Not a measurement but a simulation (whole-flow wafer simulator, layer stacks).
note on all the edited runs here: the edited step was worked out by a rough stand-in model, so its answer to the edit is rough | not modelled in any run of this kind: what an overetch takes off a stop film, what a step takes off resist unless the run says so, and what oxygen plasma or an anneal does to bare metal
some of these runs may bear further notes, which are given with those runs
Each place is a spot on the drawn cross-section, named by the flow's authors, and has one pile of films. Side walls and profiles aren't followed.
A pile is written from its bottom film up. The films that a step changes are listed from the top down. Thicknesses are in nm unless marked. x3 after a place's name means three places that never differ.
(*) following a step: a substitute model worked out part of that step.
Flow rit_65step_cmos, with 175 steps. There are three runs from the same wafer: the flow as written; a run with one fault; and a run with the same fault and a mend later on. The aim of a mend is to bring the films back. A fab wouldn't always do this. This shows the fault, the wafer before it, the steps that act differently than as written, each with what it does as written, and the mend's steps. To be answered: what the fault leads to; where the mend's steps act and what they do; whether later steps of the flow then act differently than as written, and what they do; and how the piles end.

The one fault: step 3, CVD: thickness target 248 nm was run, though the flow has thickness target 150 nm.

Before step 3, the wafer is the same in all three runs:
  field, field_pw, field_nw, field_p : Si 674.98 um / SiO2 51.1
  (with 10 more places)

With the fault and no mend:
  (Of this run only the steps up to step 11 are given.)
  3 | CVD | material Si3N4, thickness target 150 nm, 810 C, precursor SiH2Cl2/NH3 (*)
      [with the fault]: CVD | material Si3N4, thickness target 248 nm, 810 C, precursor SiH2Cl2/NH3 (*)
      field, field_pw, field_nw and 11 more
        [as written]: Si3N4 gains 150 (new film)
        [with the fault]: Si3N4 gains 248 (new film)
  None of the later steps of the flow up to step 11 acts differently than as written at any place that is followed.
  Once step 11 is done, the piles at field, field_pw, field_nw and 11 more depart from the flow's by more than 2% or 0.5 nm, whichever is larger.
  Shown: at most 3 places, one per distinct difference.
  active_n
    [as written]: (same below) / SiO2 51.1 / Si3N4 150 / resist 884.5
    [with the fault]: (same below) / SiO2 51.1 / Si3N4 248 / resist 884.5
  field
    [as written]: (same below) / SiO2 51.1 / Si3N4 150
    [with the fault]: (same below) / SiO2 51.1 / Si3N4 248

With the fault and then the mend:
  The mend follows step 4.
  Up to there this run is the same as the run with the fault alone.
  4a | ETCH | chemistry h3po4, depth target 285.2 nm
      field, field_pw, field_nw and 11 more
        Si3N4 loses 248 (all of it)
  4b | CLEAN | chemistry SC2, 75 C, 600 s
      alters no film at any place that is followed
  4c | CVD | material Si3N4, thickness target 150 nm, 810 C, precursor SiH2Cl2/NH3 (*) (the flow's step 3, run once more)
      field, field_pw, field_nw and 11 more
        Si3N4 gains 150 (new film)
  None of the later steps of the flow acts differently than as written at any place that is followed.
  The piles end the same as the flow's at every place that both follow.
